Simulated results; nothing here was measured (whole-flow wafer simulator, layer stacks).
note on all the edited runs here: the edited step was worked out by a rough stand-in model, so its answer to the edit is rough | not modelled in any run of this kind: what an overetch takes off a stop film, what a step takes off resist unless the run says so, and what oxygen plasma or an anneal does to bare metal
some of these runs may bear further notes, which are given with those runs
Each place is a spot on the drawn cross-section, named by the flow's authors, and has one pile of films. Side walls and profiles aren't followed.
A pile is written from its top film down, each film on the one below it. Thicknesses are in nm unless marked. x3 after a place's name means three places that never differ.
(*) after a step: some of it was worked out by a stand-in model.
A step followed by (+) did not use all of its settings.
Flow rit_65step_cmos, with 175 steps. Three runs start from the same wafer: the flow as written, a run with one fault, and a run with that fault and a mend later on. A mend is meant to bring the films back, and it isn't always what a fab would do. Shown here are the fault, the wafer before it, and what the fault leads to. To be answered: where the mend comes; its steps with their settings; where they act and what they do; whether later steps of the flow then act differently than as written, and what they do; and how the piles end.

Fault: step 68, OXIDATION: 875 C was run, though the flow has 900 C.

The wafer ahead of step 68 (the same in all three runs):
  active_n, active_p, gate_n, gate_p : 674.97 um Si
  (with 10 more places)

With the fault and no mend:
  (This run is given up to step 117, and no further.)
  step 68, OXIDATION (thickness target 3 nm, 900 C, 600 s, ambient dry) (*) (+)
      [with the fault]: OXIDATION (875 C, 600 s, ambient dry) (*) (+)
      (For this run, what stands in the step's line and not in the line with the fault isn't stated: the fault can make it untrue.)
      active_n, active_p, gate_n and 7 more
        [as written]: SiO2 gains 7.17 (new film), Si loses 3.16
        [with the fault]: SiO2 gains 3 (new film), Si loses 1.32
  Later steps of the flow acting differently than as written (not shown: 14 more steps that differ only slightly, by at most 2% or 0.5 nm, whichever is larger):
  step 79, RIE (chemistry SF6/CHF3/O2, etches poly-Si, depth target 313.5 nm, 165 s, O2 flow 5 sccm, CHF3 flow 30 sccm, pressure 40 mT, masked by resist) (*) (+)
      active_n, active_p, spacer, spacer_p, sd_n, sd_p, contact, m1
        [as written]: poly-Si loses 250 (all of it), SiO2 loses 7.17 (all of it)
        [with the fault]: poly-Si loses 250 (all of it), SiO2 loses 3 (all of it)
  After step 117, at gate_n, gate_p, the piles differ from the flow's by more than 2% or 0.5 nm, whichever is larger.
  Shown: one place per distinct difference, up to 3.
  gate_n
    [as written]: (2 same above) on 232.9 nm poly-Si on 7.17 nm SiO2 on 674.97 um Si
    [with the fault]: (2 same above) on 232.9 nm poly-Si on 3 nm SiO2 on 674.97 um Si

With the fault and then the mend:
  The mend follows step 69.
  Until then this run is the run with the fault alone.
  step 69a, OXIDATION (900 C, 488.4 s, ambient dry) (*) (+) (the flow's step 68 again, with other settings)
      active_n, active_p, gate_n and 7 more
        SiO2 gains 4, Si loses 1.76
  Every later step of the flow that is run acts as written, at every place that is followed, to within 2% or 0.5 nm, whichever is larger.
  The piles end only slightly different from the flow's at the places that both follow, by no more than 2% or 0.5 nm, whichever is larger.
